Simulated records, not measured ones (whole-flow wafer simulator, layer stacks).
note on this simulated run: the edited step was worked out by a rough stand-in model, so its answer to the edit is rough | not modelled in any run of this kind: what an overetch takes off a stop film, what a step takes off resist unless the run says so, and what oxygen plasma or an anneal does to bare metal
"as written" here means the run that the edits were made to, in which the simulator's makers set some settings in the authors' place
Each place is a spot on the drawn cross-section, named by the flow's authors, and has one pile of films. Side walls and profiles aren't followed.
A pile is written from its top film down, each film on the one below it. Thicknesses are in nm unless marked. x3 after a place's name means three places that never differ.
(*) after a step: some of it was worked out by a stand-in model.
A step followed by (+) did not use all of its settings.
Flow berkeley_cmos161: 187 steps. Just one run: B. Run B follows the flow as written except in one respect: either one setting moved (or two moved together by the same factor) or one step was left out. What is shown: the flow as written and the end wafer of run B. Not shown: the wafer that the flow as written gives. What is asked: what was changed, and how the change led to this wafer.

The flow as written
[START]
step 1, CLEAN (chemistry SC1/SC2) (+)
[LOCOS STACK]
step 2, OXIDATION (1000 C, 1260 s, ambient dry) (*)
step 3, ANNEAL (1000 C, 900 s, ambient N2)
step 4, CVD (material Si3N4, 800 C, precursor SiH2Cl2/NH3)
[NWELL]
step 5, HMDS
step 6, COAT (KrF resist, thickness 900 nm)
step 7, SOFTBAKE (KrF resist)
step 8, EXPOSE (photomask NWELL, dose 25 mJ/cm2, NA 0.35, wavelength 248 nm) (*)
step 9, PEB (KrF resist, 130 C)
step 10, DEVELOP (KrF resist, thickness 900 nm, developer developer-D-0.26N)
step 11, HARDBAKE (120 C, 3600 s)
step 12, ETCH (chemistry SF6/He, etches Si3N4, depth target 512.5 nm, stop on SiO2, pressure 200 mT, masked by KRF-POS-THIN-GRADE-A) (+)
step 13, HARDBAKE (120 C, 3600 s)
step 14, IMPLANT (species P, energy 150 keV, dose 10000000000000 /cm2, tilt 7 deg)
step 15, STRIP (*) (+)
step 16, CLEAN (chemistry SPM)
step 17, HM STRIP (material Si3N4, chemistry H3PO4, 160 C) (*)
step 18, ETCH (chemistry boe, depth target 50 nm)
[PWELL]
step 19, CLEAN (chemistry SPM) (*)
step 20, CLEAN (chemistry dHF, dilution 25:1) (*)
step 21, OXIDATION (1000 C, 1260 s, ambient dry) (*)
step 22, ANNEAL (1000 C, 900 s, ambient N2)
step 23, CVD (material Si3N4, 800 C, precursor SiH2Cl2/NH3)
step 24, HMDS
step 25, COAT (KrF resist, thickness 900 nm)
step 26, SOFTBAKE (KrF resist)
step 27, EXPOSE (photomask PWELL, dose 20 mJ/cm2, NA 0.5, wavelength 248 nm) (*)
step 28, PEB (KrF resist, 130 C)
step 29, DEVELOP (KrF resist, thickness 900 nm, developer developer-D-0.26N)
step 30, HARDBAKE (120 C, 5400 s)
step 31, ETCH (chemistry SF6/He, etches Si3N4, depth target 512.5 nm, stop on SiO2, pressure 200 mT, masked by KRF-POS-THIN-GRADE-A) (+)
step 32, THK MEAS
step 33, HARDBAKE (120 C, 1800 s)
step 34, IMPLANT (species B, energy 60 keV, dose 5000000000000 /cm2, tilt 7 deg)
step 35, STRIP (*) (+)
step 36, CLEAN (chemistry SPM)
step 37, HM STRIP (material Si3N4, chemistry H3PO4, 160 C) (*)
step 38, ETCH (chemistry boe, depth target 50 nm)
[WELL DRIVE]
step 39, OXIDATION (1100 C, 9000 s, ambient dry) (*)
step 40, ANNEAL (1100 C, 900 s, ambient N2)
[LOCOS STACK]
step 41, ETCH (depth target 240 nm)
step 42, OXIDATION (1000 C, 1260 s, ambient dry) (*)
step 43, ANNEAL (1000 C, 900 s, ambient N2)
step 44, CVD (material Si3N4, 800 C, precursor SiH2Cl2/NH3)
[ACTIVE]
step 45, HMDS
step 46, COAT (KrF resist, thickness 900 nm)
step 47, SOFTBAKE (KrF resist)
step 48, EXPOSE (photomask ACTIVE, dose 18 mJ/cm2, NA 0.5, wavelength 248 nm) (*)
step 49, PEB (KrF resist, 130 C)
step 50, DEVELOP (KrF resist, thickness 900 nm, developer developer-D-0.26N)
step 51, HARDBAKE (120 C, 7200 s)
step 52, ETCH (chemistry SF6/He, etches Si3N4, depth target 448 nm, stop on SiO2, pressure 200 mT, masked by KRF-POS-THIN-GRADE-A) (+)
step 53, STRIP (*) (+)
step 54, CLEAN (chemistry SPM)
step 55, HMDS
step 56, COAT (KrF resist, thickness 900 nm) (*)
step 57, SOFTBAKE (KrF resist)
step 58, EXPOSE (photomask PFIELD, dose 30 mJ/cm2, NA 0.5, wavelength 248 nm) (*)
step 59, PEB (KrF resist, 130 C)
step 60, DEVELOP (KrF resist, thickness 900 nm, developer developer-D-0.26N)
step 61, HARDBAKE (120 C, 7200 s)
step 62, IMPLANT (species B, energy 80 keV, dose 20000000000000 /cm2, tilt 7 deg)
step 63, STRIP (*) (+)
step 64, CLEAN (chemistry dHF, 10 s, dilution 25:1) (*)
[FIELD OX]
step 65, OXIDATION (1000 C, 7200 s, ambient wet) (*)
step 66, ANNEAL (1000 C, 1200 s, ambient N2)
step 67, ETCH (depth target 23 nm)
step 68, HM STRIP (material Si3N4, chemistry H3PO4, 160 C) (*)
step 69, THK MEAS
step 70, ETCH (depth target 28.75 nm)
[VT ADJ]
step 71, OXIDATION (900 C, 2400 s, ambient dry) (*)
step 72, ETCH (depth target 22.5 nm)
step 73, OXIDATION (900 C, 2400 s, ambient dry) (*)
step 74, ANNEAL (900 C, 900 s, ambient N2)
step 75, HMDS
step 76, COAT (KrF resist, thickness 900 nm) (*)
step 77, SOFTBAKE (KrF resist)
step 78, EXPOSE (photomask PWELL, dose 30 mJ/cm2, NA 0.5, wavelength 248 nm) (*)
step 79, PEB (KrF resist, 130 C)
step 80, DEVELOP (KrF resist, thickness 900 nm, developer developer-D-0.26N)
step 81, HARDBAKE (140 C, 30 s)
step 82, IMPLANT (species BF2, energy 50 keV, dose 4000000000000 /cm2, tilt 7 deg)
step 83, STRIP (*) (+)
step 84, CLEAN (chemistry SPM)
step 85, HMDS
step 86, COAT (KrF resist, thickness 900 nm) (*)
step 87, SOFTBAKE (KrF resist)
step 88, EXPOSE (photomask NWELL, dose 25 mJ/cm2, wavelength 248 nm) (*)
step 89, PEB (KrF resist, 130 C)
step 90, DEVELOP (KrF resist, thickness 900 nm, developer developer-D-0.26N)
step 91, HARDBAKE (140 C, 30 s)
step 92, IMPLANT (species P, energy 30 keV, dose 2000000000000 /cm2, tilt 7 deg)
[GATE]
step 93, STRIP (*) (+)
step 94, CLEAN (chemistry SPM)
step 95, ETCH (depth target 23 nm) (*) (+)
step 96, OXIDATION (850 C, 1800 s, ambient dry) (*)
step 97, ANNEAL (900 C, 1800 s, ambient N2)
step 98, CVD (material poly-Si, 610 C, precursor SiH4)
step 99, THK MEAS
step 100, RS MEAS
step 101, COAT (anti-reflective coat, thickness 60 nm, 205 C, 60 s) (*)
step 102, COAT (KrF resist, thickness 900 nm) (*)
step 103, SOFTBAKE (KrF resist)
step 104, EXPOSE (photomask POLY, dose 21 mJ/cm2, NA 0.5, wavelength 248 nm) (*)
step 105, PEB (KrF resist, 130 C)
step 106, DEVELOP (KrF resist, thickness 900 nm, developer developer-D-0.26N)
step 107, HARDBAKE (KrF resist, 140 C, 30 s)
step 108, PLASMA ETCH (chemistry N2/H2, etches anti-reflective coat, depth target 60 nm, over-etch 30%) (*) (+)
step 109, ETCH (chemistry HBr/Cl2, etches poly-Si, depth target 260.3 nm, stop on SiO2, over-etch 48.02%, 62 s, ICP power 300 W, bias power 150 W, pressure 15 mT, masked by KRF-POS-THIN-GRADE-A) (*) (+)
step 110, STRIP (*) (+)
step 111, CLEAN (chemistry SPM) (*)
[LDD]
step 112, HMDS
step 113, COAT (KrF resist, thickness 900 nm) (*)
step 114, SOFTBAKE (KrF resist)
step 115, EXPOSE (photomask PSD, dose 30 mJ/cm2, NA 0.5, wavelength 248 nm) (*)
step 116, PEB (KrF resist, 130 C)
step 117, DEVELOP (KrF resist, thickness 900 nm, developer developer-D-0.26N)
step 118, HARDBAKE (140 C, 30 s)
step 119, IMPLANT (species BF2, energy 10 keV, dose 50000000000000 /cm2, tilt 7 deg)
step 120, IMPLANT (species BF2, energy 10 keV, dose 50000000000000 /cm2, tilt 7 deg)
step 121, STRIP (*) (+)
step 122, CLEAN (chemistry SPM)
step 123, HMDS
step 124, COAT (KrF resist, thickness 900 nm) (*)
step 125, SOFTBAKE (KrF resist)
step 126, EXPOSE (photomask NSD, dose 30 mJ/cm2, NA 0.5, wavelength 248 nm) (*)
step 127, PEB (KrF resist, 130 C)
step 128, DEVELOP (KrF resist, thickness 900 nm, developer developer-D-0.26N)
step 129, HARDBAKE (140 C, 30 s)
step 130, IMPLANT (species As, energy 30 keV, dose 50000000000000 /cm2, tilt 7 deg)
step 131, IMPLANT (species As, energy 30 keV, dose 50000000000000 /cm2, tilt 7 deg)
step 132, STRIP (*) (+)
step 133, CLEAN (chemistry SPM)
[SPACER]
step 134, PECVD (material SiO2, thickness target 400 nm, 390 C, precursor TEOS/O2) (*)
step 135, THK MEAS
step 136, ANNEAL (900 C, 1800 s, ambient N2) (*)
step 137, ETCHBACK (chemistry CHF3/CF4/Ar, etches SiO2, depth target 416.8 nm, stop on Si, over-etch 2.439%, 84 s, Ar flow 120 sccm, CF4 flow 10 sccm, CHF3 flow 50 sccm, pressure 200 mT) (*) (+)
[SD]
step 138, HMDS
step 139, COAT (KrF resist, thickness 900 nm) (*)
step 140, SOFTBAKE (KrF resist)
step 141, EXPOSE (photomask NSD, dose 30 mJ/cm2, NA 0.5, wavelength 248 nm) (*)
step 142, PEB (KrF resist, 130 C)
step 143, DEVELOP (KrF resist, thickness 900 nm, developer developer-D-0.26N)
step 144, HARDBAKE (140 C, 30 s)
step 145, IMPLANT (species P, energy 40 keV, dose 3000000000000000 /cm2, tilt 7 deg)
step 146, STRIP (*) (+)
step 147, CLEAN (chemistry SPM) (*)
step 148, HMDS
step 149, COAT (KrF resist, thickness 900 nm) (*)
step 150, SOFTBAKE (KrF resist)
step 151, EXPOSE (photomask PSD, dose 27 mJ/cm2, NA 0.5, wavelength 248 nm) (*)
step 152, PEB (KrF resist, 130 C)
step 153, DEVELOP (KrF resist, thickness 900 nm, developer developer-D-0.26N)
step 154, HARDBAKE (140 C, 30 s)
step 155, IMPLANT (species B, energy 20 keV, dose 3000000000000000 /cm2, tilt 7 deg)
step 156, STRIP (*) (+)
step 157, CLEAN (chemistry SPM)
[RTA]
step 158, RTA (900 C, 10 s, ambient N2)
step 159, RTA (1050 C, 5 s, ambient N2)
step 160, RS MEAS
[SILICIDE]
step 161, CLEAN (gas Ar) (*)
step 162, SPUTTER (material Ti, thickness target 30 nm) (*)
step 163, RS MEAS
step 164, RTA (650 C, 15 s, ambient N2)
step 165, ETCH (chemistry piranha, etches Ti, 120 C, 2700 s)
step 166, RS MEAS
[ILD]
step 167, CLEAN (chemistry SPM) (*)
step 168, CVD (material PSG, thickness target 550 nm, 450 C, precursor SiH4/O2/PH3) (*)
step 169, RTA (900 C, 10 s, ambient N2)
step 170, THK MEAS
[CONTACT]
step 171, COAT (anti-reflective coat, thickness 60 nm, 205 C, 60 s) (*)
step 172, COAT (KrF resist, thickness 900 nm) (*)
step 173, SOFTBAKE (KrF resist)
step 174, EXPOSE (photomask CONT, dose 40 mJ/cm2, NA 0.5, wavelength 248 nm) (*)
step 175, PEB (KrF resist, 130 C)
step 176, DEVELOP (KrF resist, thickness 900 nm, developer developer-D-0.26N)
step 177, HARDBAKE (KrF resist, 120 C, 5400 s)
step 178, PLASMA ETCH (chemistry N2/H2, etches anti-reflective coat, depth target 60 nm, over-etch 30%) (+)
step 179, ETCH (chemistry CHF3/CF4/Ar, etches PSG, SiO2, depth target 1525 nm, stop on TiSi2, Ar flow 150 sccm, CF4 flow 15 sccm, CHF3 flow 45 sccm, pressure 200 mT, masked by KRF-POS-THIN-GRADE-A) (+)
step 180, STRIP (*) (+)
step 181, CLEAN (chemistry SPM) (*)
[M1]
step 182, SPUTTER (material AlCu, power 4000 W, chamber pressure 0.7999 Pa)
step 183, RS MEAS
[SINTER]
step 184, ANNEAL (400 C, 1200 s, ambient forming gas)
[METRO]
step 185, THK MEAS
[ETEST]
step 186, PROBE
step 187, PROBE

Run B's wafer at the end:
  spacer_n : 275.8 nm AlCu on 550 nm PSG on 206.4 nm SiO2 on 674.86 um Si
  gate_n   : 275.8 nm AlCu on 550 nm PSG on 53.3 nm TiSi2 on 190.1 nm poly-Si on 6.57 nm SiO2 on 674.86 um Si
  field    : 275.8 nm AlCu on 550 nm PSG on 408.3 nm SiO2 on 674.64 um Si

The reason: step 96, OXIDATION: 1440 s was run, while the flow as written has 1800 s.

The path from the change to this, step by step:
  step 96, OXIDATION (850 C, 1800 s, ambient dry) (*)
      sd_n, spacer_n, gate_n, sd_p, spacer_p, gate_p, contact, m1: SiO2 gains 6.57 (new film), Si loses 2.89 (it would be, as written: SiO2 gains 7.48 (new film), Si loses 3.29)
